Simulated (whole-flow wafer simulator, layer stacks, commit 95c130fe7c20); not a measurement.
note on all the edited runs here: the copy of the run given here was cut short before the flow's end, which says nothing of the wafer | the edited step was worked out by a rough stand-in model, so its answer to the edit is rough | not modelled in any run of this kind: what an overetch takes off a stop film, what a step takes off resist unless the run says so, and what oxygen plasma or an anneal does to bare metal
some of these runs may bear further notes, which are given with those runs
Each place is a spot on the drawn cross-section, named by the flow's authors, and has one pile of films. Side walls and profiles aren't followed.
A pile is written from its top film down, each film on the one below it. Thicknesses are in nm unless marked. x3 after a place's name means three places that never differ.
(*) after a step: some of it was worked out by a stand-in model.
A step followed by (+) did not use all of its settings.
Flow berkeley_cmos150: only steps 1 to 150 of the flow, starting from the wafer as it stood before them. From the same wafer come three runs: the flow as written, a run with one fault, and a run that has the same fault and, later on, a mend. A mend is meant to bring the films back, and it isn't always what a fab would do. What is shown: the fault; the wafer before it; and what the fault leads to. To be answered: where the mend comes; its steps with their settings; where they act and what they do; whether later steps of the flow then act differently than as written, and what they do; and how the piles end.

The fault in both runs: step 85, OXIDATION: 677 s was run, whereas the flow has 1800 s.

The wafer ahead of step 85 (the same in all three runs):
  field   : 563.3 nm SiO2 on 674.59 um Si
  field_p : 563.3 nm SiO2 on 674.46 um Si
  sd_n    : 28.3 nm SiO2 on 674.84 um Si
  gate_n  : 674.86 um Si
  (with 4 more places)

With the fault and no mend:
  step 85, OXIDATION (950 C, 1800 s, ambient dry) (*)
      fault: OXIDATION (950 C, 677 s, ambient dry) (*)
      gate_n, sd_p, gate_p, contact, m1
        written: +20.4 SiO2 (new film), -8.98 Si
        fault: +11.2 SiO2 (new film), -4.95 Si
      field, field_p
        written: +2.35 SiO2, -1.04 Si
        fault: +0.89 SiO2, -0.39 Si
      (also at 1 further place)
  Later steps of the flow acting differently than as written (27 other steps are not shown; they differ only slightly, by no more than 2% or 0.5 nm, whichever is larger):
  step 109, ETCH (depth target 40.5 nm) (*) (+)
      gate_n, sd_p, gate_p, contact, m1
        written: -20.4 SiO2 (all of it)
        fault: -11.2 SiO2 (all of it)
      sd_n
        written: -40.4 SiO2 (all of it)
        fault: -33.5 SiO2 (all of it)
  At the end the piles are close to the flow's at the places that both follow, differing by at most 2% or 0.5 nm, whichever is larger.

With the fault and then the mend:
  The mend stands after step 87.
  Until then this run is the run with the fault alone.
  step 87a, OXIDATION (950 C, 1012 s, ambient dry) (*) (the flow's step 85 again, with other settings)
      gate_n, sd_p, gate_p, contact, m1
        +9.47 SiO2, -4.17 Si
      field, field_p
        +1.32 SiO2, -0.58 Si
      sd_n
        +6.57 SiO2, -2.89 Si
  Every later step of the flow that is run acts as written, at every place that is followed, to within 2% or 0.5 nm, whichever is larger.
  At the end the piles are close to the flow's at the places that both follow, differing by at most 2% or 0.5 nm, whichever is larger.
